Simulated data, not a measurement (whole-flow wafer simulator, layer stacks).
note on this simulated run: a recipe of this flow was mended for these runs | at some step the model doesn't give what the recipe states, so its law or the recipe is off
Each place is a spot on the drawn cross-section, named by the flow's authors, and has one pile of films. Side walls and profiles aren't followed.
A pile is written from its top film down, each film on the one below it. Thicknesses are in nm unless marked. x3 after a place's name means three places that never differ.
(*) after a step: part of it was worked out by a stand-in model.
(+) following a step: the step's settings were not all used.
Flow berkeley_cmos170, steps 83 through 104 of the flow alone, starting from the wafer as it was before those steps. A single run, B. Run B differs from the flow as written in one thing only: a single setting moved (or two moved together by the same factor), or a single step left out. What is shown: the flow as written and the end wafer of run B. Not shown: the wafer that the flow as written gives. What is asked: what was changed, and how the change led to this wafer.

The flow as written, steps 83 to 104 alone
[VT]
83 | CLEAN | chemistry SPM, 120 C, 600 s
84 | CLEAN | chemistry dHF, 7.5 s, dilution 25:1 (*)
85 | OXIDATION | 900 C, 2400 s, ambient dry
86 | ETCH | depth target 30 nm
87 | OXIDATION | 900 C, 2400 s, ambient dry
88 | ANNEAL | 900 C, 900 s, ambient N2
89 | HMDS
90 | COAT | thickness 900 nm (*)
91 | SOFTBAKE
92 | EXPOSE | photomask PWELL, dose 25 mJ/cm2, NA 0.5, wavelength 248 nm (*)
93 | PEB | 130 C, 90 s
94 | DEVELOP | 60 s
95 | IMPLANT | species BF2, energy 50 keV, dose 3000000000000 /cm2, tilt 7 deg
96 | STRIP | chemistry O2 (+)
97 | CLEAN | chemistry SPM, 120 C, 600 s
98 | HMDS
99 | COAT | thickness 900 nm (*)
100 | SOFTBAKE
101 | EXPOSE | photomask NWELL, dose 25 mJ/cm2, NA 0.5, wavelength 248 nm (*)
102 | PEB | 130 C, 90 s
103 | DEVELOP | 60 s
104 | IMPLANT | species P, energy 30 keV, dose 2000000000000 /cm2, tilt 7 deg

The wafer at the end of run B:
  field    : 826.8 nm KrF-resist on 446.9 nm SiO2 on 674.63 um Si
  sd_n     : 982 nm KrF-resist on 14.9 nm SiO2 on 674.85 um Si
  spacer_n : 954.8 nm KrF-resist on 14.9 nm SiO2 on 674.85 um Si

What caused this: step 86, ETCH: depth target 41 nm was run, while the flow as written has depth target 30 nm.

How this came from the change, step by step:
  86 | ETCH | depth target 30 nm
      field: SiO2 loses 41 (it would be, as written: SiO2 loses 30)
